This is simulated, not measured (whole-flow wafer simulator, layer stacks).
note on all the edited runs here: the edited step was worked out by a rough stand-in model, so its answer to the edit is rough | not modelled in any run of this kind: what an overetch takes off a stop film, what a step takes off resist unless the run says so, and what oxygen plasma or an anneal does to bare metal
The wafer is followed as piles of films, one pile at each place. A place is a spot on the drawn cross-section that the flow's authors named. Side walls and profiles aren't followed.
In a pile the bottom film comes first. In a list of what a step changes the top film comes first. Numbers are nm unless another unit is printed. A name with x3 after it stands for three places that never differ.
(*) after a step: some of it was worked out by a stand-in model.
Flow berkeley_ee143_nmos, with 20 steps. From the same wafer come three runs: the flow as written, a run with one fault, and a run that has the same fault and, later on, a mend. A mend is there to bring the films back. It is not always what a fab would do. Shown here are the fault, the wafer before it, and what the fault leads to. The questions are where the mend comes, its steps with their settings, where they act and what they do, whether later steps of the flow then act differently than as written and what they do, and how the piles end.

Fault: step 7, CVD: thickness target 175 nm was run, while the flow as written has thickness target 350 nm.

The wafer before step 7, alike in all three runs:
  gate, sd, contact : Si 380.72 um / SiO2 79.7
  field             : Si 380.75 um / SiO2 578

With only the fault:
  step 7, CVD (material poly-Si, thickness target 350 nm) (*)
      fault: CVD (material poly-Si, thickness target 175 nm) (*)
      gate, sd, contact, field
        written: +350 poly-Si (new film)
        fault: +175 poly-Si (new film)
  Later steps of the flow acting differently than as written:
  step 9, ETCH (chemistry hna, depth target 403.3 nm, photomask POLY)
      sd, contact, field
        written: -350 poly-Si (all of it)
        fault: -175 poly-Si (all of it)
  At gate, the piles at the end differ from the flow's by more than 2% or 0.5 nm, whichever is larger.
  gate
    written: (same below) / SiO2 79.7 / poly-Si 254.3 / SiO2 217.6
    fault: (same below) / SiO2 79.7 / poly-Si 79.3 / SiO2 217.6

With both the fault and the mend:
  The mend follows step 7.
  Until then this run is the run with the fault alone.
  step 7a, CVD (material poly-Si, thickness target 175 nm) (*) (the flow's step 7, run once more with other settings)
      gate, sd, contact, field
        +175 poly-Si
  Later steps of the flow that are run all act as written at every place that is followed.
  At every place that both follow, the piles at the end match the flow's.
